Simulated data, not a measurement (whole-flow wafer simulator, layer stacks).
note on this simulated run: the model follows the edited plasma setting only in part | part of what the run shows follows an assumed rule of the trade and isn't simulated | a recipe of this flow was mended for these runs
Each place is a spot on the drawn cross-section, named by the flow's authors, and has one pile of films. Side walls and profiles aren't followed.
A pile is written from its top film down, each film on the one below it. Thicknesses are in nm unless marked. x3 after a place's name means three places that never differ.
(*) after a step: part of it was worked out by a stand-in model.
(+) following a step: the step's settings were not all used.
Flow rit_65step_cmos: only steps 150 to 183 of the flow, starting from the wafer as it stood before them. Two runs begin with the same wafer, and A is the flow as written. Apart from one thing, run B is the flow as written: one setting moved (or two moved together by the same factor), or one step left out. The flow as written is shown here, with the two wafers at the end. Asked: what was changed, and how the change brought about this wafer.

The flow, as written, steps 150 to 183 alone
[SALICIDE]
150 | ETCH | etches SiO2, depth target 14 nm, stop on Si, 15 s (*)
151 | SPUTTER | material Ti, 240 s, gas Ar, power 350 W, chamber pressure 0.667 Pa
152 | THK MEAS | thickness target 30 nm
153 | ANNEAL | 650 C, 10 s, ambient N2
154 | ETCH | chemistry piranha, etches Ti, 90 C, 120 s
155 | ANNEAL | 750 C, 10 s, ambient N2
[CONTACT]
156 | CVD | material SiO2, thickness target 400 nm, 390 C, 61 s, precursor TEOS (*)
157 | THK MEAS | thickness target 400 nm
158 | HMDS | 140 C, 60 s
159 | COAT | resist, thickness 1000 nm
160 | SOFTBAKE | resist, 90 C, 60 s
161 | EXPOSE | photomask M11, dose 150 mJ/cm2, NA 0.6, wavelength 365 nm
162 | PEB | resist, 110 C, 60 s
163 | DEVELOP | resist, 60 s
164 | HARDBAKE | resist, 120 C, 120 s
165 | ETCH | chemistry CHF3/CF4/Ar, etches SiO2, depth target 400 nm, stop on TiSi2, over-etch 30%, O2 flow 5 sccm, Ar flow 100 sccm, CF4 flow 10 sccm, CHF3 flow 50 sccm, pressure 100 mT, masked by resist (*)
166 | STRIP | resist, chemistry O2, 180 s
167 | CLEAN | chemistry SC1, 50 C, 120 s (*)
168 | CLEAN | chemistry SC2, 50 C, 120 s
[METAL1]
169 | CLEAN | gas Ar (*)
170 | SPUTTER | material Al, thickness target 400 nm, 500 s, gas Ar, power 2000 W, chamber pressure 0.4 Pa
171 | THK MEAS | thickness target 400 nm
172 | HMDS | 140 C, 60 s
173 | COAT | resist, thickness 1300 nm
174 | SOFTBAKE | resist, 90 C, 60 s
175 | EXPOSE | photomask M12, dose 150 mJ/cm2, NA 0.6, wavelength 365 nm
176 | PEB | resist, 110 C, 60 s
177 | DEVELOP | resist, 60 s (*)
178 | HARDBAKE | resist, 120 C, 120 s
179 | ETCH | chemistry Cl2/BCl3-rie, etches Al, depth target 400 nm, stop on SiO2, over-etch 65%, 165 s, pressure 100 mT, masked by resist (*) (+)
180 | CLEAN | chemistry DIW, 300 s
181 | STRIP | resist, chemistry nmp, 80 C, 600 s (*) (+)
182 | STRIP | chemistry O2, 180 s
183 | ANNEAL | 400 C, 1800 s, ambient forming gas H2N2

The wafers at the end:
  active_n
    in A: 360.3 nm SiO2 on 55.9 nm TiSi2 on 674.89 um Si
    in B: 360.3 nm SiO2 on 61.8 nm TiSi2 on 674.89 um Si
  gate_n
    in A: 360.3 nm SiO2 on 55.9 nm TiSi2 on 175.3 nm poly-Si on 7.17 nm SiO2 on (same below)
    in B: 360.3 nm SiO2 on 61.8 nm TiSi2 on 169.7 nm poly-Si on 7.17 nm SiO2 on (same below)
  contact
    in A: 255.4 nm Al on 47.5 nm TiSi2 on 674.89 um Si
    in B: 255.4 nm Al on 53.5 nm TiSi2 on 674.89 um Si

What caused this: step 151, SPUTTER: power 387 W was run, whereas the flow has power 350 W.

The path from the change to this, step by step:
  151 | SPUTTER | material Ti, 240 s, gas Ar, power 350 W, chamber pressure 0.667 Pa
      field, field_pw, field_nw and 11 more: A +30 Ti (new film) | B +33.2 Ti (new film)
  153 | ANNEAL | 650 C, 10 s, ambient N2
      active_n, active_p, sd_n, sd_p, contact, m1: A -23.4 Ti, +15 TiSi first (new film), +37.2 TiSi2 C49 (new film), -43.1 Si | B -25.9 Ti, +22.4 TiSi first (new film), +32.5 TiSi2 C49 (new film), -43.9 Si
      gate_n, gate_p: A -23.4 Ti, +15 TiSi first (new film), +37.2 TiSi2 C49 (new film), -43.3 poly-Si | B -25.9 Ti, +22.4 TiSi first (new film), +32.5 TiSi2 C49 (new film), -44 poly-Si
  154 | ETCH | chemistry piranha, etches Ti, 90 C, 120 s
      active_n, active_p, gate_n, gate_p, sd_n, sd_p, contact, m1: A -6.6 Ti (all of it), -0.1 TiSi first | B -7.3 Ti (all of it), -0.1 TiSi first
      field, field_pw, field_nw, field_p, spacer, spacer_p: A -30 Ti (all of it) | B -33.2 Ti (all of it)
  155 | ANNEAL | 750 C, 10 s, ambient N2
      active_n, active_p, sd_n, sd_p, contact, m1: A +55.9 TiSi2 (new film), -14.9 TiSi first (all of it), -37.2 TiSi2 C49 (all of it), -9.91 Si | B +61.8 TiSi2 (new film), -22.3 TiSi first (all of it), -32.5 TiSi2 C49 (all of it), -14.8 Si
      gate_n, gate_p: A +55.9 TiSi2 (new film), -14.9 TiSi first (all of it), -37.2 TiSi2 C49 (all of it), -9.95 poly-Si | B +61.8 TiSi2 (new film), -22.3 TiSi first (all of it), -32.5 TiSi2 C49 (all of it), -14.9 poly-Si
